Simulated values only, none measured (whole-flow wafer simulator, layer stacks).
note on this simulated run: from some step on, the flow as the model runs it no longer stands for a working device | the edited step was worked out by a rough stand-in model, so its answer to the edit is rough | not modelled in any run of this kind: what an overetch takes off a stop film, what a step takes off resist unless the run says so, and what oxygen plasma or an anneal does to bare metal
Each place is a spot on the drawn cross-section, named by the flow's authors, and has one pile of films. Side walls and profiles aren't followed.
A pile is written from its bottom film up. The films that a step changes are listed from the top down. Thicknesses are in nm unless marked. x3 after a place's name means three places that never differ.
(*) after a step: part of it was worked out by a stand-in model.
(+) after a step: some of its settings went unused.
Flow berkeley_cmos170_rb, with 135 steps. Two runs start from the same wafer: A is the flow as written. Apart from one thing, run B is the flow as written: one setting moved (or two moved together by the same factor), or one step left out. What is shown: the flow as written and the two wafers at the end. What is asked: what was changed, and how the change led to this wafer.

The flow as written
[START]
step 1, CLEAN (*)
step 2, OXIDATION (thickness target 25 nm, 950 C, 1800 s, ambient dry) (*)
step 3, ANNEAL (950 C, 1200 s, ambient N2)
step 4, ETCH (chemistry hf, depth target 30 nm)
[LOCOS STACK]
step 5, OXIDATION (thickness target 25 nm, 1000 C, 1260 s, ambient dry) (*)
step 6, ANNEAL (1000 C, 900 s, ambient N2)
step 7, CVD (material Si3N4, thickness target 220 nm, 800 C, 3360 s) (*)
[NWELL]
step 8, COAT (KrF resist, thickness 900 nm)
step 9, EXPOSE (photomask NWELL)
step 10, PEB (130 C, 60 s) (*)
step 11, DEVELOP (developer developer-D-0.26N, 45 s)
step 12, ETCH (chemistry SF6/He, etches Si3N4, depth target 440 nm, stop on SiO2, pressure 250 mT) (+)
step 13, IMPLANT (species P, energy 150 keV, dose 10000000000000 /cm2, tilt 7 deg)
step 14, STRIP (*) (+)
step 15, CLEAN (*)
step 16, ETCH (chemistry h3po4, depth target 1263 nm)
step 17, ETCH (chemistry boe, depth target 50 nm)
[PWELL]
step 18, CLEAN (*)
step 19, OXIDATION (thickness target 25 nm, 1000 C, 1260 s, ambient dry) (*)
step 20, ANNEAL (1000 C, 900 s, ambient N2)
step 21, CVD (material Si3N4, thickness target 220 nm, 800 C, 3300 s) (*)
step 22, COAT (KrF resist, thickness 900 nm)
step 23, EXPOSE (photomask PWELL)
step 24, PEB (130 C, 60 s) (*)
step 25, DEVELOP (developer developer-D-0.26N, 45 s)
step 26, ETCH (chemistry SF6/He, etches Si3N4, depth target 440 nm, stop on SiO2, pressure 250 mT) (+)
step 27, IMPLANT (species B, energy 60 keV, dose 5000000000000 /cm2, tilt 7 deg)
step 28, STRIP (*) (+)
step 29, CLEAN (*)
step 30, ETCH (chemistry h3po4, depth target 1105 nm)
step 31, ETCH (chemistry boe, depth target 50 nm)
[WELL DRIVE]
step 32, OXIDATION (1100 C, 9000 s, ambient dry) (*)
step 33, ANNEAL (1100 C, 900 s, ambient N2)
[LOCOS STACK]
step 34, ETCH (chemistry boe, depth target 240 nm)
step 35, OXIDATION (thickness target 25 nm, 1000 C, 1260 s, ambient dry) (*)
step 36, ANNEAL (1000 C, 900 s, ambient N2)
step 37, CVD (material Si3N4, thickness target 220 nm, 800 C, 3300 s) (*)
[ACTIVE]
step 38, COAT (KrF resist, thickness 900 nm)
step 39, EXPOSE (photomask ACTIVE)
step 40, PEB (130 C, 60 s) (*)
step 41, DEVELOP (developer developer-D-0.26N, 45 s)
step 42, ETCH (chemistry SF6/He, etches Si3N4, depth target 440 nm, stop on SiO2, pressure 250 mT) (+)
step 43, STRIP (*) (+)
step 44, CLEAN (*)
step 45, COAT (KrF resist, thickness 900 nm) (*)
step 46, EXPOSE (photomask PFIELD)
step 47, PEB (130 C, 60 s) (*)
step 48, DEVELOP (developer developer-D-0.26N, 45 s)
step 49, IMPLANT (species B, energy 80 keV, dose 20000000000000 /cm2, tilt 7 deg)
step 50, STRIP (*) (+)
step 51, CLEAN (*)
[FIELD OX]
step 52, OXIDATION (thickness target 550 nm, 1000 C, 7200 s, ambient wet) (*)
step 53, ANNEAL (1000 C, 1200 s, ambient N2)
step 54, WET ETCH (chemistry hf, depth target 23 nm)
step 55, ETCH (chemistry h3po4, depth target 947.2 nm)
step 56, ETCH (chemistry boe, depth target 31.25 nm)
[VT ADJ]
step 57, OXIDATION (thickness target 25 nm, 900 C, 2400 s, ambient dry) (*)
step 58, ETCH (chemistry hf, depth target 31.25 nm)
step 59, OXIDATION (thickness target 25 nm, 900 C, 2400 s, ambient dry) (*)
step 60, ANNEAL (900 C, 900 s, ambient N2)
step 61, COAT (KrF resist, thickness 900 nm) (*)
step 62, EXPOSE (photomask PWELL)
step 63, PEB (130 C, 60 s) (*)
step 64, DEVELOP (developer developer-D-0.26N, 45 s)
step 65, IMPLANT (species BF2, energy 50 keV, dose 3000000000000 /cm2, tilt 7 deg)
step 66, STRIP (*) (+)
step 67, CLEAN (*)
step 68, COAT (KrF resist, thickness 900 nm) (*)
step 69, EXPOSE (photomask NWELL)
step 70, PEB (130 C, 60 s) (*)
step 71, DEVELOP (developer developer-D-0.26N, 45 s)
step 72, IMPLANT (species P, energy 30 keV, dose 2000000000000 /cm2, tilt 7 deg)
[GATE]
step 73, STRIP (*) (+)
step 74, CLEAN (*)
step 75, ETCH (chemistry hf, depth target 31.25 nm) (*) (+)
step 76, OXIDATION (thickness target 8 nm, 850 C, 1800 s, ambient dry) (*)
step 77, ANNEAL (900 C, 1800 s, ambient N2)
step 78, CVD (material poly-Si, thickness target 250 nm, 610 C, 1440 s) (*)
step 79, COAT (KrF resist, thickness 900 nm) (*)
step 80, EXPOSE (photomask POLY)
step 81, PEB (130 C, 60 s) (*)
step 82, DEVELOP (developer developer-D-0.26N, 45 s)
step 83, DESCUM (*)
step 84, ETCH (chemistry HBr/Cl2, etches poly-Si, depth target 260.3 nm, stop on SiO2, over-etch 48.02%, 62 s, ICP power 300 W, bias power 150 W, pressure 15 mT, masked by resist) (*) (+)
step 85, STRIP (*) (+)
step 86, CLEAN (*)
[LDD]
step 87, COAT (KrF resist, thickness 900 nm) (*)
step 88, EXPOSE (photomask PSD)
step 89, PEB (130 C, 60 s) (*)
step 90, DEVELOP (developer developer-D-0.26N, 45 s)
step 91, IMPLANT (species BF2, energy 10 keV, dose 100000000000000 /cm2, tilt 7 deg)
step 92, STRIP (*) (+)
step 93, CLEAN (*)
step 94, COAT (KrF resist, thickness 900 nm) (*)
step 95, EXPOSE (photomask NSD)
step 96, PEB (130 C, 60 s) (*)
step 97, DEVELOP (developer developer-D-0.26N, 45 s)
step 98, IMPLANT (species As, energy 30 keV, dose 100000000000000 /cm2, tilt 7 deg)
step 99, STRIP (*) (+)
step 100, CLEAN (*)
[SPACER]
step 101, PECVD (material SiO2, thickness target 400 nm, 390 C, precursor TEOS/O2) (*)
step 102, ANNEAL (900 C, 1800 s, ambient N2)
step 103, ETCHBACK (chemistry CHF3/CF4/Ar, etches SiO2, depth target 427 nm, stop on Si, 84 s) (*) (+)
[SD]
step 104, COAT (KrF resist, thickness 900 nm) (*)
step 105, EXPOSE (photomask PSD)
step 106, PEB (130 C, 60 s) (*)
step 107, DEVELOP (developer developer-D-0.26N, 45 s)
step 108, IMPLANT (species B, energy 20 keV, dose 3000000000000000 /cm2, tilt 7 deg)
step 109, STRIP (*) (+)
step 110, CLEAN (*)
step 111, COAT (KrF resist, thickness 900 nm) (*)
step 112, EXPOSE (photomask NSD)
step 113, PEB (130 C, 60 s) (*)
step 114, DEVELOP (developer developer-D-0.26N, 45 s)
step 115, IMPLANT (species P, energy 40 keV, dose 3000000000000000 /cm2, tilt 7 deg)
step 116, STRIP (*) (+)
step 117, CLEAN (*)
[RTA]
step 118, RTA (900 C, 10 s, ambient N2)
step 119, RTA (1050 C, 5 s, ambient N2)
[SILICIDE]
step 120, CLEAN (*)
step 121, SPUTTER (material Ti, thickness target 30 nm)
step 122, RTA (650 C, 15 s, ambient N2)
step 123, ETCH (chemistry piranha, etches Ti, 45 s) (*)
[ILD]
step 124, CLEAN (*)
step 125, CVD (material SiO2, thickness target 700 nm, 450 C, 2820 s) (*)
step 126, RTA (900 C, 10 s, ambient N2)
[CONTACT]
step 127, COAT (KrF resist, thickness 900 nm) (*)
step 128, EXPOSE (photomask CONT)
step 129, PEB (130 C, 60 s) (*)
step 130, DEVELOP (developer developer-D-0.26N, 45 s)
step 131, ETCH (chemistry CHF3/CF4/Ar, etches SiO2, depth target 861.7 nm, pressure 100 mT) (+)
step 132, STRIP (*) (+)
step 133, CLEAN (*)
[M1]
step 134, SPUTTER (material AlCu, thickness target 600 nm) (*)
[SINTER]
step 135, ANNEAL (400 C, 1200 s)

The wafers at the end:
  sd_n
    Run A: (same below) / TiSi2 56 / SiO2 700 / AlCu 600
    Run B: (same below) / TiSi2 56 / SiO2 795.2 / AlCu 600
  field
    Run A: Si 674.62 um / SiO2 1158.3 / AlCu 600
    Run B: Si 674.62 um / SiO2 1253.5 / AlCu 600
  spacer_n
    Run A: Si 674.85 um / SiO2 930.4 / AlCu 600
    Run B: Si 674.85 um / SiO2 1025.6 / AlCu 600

Cause: step 125, CVD: thickness target 795.2 nm was run, while the flow as written has thickness target 700 nm; step 125, CVD: 3204 s was run, where the flow has 2820 s.
One can read it off the wafer: sd_n has SiO2 795.2, and step 125 as written asks for 700 nm.

The path from the change to this, step by step:
  step 125, CVD (material SiO2, thickness target 700 nm, 450 C, 2820 s) (*)
      sd_n, gate, sd_p, gate_p, contact, m1: A +700 SiO2 (new film) | B +795.2 SiO2 (new film)
      field, spacer_n, spacer_p: A +700 SiO2 | B +795.2 SiO2
  step 131, ETCH (chemistry CHF3/CF4/Ar, etches SiO2, depth target 861.7 nm, pressure 100 mT) (+)
      contact: A -700 SiO2 (all of it), -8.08 TiSi2 | B -795.2 SiO2 (all of it), -3.32 TiSi2
  step 134, SPUTTER (material AlCu, thickness target 600 nm) (*)
      contact: A +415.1 AlCu (new film) | B +393.6 AlCu (new film)
